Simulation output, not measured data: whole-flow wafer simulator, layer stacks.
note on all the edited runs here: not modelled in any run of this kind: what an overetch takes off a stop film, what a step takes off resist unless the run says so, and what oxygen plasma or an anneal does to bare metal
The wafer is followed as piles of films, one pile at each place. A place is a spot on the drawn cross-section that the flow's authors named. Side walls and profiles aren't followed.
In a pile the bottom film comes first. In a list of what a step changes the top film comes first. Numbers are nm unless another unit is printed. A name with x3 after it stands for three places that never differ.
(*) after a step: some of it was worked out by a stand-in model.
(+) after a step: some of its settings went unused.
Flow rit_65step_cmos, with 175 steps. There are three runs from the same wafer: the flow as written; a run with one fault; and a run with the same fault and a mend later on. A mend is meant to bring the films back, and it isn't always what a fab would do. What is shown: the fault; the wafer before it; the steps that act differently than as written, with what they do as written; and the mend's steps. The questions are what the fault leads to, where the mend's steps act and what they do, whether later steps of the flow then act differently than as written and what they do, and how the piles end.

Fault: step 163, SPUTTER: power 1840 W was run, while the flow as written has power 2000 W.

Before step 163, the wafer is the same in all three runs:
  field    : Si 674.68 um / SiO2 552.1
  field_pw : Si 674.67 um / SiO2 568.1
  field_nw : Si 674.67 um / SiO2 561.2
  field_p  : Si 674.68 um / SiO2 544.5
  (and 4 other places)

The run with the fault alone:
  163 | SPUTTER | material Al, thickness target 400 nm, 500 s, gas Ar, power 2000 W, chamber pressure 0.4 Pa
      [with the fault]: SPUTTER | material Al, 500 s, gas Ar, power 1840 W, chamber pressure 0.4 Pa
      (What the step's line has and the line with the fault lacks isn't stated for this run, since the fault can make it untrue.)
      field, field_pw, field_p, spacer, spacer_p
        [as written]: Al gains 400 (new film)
        [with the fault]: Al gains 368 (new film)
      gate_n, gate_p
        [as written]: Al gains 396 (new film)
        [with the fault]: Al gains 368 (new film)
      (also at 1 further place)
  Steps further on in the flow that do not act as written (not shown: 3 more steps that differ only slightly, by at most 2% or 0.5 nm, whichever is larger):
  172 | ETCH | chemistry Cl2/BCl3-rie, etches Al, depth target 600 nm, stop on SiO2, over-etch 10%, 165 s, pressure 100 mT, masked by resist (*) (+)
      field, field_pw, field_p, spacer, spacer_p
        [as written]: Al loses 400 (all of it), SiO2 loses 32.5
        [with the fault]: Al loses 368 (all of it), SiO2 loses 36.5
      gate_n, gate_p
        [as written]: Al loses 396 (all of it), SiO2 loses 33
        [with the fault]: Al loses 368 (all of it), SiO2 loses 36.5
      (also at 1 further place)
  When the end is reached, the piles differ only a little from the flow's at the places that both follow, at most by 2% or 0.5 nm, whichever is larger.

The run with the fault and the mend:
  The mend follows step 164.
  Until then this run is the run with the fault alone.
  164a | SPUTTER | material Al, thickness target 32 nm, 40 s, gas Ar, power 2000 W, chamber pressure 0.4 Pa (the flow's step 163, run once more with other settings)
      field, field_pw, field_nw, field_p, spacer, spacer_p
        Al gains 32
      gate_n, gate_p
        Al gains 31.3
  Every later step of the flow that is run acts as written, at every place that is followed, to within 2% or 0.5 nm, whichever is larger.
  When the end is reached, the piles differ only a little from the flow's at the places that both follow, at most by 2% or 0.5 nm, whichever is larger.
